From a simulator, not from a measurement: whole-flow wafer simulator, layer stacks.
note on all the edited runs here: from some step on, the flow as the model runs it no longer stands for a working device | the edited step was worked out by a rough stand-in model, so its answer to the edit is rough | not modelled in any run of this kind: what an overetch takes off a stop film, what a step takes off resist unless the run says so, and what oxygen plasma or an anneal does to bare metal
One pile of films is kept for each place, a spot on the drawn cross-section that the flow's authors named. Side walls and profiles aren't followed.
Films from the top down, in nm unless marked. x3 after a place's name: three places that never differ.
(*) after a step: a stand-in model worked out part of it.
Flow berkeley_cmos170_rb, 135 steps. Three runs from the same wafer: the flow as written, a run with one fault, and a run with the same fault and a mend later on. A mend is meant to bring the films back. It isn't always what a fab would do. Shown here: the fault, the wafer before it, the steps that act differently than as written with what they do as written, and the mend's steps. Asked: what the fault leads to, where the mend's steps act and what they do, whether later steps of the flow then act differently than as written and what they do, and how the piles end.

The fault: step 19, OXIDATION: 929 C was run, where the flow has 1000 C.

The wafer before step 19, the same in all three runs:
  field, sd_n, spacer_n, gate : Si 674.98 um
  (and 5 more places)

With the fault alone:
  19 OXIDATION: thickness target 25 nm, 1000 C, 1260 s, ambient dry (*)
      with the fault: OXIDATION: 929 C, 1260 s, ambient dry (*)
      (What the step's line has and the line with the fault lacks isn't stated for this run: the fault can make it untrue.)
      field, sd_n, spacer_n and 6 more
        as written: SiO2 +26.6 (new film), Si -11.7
        with the fault: SiO2 +13.1 (new film), Si -5.75
  Later steps of the flow that act differently than as written:
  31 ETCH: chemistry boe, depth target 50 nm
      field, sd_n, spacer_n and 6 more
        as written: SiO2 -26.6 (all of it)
        with the fault: SiO2 -13.1 (all of it)
  At the end the piles differ from the flow's only slightly at the places that both follow, by at most 2% or 0.5 nm, whichever is larger.

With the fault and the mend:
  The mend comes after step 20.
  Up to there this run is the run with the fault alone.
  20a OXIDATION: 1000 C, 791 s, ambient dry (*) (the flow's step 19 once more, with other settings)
      field, sd_n, spacer_n and 6 more
        SiO2 +13.5, Si -5.95
  No later step of the flow acts differently than as written at any place that is followed.
  At the end the piles are the same as the flow's at every place that both follow.
